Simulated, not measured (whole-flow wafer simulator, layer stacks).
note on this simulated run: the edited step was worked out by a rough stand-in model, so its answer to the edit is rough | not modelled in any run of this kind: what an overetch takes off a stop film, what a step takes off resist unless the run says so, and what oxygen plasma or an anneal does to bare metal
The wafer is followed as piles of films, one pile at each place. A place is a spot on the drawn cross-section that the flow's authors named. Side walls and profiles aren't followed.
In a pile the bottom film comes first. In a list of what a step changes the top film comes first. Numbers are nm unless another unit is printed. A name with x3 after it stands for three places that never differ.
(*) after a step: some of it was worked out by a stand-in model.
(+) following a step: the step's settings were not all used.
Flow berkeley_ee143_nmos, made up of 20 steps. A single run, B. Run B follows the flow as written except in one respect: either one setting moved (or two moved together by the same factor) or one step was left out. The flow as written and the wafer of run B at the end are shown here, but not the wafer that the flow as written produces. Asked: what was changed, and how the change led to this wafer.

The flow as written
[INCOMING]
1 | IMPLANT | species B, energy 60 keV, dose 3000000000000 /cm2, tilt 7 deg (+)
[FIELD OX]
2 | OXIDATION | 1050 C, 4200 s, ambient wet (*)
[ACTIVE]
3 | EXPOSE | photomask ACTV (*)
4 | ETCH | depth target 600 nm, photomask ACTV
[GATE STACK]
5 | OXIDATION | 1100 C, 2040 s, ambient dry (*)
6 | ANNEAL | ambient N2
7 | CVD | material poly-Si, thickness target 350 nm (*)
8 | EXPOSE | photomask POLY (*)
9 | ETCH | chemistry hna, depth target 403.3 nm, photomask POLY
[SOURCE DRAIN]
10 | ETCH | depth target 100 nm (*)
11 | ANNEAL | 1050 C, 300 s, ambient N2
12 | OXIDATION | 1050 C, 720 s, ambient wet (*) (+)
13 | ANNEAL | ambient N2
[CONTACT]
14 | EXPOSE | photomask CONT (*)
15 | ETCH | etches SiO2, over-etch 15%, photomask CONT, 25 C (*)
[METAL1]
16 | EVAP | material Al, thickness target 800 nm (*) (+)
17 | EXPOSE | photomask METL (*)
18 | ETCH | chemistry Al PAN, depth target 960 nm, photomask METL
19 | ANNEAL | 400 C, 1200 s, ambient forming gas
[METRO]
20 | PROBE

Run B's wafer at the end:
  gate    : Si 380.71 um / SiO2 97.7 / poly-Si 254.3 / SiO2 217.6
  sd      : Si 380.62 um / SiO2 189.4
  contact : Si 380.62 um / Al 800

What caused this: step 5, OXIDATION: 2856 s was run, whereas the flow has 2040 s.

Step by step, how the change led to this:
  5 | OXIDATION | 1100 C, 2040 s, ambient dry (*)
      gate, sd, contact: +97.7 SiO2 (new film), -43 Si (as written it would have been: +79.7 SiO2 (new film), -35.1 Si)
      field: +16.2 SiO2, -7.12 Si (as written it would have been: +11.6 SiO2, -5.1 Si)
  10 | ETCH | depth target 100 nm (*)
      sd, contact: -97.7 SiO2 (all of it) (as written it would have been: -79.7 SiO2 (all of it))
